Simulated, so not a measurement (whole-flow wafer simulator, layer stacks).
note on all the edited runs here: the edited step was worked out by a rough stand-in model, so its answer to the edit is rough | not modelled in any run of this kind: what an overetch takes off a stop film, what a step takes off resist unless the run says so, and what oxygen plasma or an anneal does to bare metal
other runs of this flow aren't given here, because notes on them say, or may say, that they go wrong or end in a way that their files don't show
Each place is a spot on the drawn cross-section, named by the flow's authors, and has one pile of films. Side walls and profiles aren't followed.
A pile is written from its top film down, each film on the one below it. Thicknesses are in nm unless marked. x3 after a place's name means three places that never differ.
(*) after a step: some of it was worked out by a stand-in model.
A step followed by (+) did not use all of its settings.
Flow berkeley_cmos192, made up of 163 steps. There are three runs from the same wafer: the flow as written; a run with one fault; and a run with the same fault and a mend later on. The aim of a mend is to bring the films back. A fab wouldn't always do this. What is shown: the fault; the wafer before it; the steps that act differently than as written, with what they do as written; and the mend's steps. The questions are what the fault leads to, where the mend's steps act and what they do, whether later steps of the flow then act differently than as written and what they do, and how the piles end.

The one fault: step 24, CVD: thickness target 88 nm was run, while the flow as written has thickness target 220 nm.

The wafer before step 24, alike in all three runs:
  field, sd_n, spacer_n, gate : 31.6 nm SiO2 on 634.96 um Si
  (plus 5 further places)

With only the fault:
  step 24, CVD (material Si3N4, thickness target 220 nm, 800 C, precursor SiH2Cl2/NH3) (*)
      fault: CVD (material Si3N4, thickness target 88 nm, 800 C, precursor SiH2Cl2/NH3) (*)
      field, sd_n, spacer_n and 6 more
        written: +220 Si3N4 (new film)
        fault: +88 Si3N4 (new film)
  Steps further on in the flow that do not act as written:
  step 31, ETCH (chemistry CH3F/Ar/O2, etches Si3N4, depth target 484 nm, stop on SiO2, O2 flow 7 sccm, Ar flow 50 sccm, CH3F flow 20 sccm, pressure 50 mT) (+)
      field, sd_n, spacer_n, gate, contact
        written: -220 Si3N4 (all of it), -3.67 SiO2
        fault: -88 Si3N4 (all of it), -3.67 SiO2
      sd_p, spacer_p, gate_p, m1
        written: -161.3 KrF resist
        fault: -73.3 KrF resist
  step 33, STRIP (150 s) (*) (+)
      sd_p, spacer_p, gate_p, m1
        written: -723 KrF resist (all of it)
        fault: -811 KrF resist (all of it)
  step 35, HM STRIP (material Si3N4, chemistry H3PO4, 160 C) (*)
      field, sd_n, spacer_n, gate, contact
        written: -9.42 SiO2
        fault: -4.06 SiO2
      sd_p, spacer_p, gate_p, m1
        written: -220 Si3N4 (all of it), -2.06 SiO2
        fault: -88 Si3N4 (all of it), -0.82 SiO2
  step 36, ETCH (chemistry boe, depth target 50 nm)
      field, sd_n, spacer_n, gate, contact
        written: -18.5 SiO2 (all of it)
        fault: -23.9 SiO2 (all of it)
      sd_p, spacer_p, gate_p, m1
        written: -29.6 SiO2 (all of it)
        fault: -30.8 SiO2 (all of it)
  By the end, the piles equal the flow's at every place that both follow.

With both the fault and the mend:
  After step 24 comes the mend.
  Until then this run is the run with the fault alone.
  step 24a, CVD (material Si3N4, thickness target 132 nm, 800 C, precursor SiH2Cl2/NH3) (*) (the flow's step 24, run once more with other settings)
      field, sd_n, spacer_n and 6 more
        +132 Si3N4
  Every later step of the flow that is run acts as written at every place that is followed.
  By the end, the piles equal the flow's at every place that both follow.
